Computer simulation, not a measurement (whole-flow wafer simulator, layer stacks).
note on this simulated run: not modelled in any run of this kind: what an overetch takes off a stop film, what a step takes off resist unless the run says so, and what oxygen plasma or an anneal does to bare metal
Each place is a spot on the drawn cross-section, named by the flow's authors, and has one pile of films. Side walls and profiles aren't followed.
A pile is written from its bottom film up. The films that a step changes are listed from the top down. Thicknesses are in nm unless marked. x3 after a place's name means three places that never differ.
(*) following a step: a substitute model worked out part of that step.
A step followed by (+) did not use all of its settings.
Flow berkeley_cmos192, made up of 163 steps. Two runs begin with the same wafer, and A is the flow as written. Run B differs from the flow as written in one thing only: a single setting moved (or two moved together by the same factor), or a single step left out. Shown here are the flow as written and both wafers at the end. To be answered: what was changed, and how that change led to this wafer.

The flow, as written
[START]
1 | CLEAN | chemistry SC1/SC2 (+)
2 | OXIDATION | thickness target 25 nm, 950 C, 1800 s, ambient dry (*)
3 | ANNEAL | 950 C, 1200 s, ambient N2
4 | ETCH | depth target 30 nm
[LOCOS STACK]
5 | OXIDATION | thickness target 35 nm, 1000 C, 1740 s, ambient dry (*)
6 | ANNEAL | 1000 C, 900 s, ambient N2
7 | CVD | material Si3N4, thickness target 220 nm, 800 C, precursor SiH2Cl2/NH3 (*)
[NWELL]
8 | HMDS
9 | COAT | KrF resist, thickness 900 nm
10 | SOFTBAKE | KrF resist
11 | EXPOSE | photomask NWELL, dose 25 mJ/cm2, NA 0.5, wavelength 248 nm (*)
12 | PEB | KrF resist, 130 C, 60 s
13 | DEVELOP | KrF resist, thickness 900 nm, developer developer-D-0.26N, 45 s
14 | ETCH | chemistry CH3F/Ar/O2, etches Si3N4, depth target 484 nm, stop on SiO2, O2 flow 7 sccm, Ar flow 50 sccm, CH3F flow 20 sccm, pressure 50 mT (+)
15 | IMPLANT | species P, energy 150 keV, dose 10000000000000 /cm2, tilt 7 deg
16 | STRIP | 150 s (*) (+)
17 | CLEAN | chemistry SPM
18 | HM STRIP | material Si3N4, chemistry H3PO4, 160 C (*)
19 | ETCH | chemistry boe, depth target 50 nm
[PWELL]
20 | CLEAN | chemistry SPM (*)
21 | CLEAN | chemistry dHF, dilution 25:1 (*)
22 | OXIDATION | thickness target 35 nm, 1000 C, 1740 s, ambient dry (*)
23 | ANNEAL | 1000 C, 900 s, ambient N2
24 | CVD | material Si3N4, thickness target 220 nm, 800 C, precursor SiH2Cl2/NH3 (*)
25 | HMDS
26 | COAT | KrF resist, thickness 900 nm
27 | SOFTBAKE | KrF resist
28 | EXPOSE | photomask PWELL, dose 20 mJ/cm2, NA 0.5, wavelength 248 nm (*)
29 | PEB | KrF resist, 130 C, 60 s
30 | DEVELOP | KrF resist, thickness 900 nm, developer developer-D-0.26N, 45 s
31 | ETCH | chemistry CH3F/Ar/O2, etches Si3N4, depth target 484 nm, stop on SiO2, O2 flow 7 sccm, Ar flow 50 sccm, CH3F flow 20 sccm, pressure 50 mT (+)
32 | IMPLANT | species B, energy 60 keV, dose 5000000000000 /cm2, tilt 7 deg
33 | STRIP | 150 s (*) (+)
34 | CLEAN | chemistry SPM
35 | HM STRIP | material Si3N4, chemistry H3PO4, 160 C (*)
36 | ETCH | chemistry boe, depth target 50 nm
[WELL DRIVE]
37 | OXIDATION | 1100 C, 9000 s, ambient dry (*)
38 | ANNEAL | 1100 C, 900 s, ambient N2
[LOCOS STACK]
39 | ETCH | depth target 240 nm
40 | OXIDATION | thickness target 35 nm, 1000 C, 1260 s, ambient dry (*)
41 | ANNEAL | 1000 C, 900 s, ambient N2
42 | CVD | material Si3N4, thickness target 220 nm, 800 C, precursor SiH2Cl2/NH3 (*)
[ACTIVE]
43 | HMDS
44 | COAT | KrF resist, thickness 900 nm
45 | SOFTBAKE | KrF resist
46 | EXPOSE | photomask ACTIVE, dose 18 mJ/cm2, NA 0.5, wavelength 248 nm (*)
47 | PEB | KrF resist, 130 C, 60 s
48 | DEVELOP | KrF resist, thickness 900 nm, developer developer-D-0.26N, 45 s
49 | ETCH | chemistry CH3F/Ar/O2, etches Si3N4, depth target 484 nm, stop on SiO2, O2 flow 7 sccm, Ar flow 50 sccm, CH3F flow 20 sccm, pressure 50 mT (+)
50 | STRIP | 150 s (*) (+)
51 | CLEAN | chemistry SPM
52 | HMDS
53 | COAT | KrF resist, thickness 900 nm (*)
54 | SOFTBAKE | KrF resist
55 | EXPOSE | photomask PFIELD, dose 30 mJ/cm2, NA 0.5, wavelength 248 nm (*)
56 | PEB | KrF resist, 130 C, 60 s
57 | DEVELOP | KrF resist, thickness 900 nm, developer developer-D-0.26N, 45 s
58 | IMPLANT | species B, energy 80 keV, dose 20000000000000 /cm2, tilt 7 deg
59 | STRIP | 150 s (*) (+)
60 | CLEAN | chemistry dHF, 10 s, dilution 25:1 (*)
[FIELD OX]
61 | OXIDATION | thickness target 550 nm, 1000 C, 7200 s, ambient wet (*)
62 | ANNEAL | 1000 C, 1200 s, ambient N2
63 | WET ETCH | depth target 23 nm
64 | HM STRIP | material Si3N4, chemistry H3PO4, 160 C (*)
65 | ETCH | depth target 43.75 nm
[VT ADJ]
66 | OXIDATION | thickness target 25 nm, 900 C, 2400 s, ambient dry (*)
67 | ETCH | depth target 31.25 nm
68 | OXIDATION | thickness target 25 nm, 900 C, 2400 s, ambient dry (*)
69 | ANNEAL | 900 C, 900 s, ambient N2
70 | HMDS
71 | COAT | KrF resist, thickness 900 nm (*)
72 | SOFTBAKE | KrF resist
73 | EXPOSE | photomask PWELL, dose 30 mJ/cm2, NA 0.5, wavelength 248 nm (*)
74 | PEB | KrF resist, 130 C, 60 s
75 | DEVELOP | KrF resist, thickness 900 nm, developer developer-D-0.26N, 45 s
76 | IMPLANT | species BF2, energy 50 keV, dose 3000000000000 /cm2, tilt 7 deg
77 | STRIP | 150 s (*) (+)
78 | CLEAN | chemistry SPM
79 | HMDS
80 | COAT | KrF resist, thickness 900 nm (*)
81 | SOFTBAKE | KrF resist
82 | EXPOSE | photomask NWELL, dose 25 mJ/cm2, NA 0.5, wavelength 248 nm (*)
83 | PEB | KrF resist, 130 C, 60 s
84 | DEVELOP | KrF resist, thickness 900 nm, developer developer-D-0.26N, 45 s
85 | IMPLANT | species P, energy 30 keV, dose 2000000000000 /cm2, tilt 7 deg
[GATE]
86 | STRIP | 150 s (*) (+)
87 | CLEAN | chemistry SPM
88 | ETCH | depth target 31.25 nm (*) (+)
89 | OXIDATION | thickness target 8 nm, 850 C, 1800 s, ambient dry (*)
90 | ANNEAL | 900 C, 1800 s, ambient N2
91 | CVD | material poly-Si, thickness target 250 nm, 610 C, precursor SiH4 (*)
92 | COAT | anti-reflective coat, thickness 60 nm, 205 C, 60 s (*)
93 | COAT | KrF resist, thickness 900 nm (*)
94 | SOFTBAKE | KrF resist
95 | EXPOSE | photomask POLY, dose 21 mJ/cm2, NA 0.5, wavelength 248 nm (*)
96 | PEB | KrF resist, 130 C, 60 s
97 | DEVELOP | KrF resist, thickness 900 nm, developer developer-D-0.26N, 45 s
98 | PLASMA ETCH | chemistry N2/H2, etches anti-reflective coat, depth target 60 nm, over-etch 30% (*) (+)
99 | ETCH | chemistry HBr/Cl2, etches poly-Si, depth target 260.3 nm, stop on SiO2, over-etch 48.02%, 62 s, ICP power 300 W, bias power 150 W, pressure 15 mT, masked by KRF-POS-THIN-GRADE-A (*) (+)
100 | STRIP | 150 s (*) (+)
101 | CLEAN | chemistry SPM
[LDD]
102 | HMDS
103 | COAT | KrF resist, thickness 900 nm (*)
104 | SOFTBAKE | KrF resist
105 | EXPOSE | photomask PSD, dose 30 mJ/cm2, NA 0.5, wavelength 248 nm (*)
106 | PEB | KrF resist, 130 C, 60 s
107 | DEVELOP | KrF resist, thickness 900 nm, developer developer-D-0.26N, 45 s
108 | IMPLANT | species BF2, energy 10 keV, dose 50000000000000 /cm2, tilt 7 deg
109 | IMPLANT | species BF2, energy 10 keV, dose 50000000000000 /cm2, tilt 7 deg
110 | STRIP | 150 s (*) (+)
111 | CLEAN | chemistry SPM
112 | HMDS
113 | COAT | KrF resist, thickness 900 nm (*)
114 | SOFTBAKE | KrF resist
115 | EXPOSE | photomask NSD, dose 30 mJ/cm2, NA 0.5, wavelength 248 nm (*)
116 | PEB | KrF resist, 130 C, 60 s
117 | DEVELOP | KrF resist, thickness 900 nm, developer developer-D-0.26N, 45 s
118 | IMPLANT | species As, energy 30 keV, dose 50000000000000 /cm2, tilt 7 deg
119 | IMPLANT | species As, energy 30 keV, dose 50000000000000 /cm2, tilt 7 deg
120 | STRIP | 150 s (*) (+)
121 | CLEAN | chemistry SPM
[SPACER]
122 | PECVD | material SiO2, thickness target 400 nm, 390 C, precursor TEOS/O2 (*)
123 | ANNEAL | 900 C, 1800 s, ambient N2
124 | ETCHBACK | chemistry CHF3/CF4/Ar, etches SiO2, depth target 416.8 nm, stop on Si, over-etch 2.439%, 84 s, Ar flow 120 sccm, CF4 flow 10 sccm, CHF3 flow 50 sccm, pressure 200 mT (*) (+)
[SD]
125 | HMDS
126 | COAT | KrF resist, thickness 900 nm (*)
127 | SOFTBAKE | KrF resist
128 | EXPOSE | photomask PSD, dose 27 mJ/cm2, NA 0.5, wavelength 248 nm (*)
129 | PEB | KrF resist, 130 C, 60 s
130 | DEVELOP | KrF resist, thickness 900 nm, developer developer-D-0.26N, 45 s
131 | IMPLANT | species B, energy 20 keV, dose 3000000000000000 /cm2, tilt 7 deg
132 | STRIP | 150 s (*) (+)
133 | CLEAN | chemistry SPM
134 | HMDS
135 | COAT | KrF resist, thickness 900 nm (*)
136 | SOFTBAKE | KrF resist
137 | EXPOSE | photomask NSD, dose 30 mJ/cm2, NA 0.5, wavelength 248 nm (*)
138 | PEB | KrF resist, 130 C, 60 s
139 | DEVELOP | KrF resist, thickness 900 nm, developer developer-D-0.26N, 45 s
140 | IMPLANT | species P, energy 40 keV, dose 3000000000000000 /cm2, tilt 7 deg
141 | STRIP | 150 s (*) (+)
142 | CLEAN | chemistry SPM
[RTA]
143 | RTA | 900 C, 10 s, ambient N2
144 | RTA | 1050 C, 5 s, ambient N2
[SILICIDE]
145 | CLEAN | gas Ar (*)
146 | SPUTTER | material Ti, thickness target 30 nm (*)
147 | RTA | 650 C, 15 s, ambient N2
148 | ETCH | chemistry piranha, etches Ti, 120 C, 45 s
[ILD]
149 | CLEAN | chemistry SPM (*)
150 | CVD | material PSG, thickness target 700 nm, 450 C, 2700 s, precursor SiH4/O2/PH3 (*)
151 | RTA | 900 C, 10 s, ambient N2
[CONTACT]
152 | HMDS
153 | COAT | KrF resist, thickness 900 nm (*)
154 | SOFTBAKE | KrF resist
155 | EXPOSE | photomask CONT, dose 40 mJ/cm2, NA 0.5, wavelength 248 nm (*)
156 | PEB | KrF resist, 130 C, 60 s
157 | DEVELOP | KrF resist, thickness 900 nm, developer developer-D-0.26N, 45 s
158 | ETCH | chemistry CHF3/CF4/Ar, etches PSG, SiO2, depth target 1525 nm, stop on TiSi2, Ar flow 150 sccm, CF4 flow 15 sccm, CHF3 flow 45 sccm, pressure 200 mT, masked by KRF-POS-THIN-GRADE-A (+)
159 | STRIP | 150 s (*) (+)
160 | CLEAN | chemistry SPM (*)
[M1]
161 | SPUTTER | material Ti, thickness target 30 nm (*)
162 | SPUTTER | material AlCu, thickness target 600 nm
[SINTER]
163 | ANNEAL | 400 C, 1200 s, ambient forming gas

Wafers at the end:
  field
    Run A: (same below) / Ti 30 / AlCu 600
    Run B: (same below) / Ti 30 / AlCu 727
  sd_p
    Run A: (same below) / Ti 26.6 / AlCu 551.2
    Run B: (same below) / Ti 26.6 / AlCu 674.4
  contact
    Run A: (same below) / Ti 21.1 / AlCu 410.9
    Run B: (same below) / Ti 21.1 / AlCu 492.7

Cause: step 162, SPUTTER: thickness target 727 nm was run, whereas the flow has thickness target 600 nm.
The wafer lets one read it off: field has AlCu 727, and step 162 as written asks for 600 nm.

How this came from the change, step by step:
  162 | SPUTTER | material AlCu, thickness target 600 nm
      field, sd_n, spacer_n, gate, spacer_p, gate_p, m1: A AlCu gains 600 (new film) | B AlCu gains 727 (new film)
      sd_p: A AlCu gains 551.2 (new film) | B AlCu gains 674.4 (new film)
      (also at 1 further place)
